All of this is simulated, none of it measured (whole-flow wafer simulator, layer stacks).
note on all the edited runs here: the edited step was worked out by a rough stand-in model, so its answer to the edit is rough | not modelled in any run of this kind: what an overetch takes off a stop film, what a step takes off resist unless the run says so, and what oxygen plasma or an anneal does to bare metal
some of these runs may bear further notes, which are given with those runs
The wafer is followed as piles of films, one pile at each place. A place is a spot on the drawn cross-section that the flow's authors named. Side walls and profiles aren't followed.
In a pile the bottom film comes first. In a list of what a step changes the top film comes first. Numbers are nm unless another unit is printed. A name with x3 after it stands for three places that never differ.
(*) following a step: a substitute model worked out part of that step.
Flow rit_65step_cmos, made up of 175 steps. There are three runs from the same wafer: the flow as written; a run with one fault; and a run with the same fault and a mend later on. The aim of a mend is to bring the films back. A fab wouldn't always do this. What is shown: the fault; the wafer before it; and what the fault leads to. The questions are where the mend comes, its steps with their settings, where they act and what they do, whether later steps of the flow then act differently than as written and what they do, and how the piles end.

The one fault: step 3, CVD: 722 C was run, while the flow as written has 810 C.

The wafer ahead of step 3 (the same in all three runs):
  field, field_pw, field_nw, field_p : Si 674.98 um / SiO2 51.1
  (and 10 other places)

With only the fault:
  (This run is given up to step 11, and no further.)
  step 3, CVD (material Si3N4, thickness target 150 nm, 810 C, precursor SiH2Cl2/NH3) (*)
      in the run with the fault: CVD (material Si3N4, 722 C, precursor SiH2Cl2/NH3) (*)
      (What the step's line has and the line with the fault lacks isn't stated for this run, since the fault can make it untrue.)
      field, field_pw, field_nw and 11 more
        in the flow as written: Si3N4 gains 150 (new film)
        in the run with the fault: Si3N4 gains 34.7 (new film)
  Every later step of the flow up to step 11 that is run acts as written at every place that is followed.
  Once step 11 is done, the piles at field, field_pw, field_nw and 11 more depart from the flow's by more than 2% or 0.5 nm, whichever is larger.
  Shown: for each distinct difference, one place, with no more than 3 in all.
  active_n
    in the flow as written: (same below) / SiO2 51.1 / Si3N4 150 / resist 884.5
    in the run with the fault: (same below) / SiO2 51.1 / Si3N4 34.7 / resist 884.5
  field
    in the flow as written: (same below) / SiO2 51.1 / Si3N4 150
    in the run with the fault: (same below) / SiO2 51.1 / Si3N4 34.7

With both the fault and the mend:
  After step 11 comes the mend.
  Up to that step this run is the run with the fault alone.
  step 11a, STRIP (resist, chemistry O2, 180 s) (*)
      active_n, active_p, gate_n and 7 more
        resist loses 884.5 (all of it)
  step 11b, CLEAN (chemistry SC2, 75 C, 600 s)
      alters no film at any place that is followed
  step 11c, CVD (material Si3N4, thickness target 115 nm, 810 C, precursor SiH2Cl2/NH3) (*) (a further turn of the flow's step 3, with different settings)
      field, field_pw, field_nw and 11 more
        Si3N4 gains 115
  step 11d, HMDS (140 C, 60 s) (a further turn of the flow's step 5)
      alters no film at any place that is followed
  step 11e, COAT (resist, thickness 1000 nm) (a further turn of the flow's step 6)
      field, field_pw, field_nw and 11 more
        resist gains 1000 (new film)
  step 11f, SOFTBAKE (resist, 90 C, 60 s) (a further turn of the flow's step 7)
      alters no film at any place that is followed
  step 11g, EXPOSE (photomask M1, dose 225 mJ/cm2, NA 0.6, wavelength 365 nm) (a further turn of the flow's step 8)
      alters no film at any place that is followed
  step 11h, PEB (resist, 110 C, 60 s) (a further turn of the flow's step 9)
      field, field_pw, field_nw and 11 more
        resist loses 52
  step 11i, DEVELOP (resist, thickness 1000 nm, 50 s) (a further turn of the flow's step 10)
      field, field_pw, field_nw, field_p
        resist loses 948 (all of it)
  step 11j, HARDBAKE (resist, 140 C, 60 s) (a further turn of the flow's step 11)
      active_n, active_p, gate_n and 7 more
        resist loses 63.5
  Every later step of the flow that is run acts as written, at every place that is followed, to within 2% or 0.5 nm, whichever is larger.
  The piles end the same as the flow's at every place that both follow.
